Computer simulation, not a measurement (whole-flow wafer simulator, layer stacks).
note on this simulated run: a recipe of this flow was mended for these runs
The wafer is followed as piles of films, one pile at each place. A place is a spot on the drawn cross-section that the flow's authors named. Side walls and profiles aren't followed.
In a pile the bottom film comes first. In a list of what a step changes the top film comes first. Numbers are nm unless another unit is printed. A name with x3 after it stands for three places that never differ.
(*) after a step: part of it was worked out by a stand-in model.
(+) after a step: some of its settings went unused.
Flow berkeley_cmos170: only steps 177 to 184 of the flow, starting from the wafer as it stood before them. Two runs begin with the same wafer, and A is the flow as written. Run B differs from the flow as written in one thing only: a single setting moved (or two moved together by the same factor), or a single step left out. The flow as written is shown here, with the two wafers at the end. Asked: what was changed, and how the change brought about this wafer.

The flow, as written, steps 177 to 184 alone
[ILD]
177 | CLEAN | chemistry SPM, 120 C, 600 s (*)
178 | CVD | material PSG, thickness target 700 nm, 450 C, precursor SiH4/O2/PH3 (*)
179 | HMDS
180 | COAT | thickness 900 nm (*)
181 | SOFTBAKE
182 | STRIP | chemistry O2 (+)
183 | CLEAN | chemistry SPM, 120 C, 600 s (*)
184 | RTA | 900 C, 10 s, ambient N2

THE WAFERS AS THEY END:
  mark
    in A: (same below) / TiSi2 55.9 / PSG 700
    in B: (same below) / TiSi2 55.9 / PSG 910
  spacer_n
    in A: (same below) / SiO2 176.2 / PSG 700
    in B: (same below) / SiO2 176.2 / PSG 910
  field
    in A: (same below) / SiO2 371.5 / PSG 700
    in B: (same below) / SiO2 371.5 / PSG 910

Cause: step 178, CVD: thickness target 910 nm was run, while the flow as written has thickness target 700 nm.
The wafer lets one read it off: mark has PSG 910, and step 178 as written asks for 700 nm.

Step by step, how the change led to this:
  178 | CVD | material PSG, thickness target 700 nm, 450 C, precursor SiH4/O2/PH3 (*)
      field, mark, sd_n and 10 more: A +700 PSG (new film) | B +910 PSG (new film)
